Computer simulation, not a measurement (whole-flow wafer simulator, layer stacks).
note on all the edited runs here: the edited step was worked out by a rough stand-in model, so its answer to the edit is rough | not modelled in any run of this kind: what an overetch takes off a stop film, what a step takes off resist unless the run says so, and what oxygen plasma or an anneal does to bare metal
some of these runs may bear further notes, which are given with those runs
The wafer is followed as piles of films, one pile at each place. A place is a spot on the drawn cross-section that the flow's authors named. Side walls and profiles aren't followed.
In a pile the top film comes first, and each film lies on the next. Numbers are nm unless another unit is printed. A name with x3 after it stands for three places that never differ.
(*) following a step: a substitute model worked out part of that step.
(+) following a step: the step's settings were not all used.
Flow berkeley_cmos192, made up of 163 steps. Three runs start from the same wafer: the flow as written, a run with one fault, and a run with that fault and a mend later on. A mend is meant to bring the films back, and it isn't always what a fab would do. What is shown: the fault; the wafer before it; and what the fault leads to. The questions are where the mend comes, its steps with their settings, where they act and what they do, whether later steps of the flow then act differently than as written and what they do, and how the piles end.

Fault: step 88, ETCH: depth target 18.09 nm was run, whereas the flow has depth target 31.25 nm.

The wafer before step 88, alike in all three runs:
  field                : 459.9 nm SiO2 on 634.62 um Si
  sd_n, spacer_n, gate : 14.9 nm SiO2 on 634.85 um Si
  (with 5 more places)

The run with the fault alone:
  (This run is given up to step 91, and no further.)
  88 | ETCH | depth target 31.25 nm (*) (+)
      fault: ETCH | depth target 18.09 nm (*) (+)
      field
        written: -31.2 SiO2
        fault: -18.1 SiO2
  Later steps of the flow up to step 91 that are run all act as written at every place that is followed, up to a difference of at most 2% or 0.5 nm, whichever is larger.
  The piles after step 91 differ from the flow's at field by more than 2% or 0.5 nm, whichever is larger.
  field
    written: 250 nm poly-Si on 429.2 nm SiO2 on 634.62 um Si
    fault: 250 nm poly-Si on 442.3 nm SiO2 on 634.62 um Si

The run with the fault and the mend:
  The mend follows step 88.
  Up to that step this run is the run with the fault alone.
  88a | ETCH | depth target 13.16 nm (*) (+) (the flow's step 88 again, with other settings)
      field
        -13.2 SiO2
  Later steps of the flow that are run all act as written at every place that is followed.
  At every place that both follow, the piles at the end match the flow's.
